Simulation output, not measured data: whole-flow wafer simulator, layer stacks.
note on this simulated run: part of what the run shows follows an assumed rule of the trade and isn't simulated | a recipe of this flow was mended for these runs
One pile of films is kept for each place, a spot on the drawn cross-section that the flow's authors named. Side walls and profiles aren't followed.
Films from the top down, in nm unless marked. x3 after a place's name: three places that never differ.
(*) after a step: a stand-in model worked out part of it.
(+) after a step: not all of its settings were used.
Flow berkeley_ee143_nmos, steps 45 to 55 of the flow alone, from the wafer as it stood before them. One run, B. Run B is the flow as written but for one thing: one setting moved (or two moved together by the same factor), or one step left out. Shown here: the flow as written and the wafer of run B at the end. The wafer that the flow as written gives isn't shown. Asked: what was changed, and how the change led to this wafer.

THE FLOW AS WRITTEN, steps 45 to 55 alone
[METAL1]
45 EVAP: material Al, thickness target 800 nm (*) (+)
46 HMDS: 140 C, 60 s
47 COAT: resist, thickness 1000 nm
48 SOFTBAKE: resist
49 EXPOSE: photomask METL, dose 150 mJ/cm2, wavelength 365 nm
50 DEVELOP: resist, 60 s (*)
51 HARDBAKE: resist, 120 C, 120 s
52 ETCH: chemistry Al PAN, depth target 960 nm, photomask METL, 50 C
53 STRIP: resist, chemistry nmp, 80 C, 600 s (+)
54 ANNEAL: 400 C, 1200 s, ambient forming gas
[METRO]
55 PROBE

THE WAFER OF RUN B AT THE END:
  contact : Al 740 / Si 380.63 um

The cause: step 45, EVAP: thickness target 740 nm was run, where the flow has thickness target 800 nm.
It can be read off the wafer: contact has Al 740, and step 45 as written asks for 800 nm.

How the change led to this, step by step:
  45 EVAP: material Al, thickness target 800 nm (*) (+)
      gate, sd, contact, field: Al +740 (new film) (as written it would be: Al +800 (new film))
  52 ETCH: chemistry Al PAN, depth target 960 nm, photomask METL, 50 C
      gate, sd, field: Al -726.7 (all of it) (as written it would be: Al -786.7 (all of it))
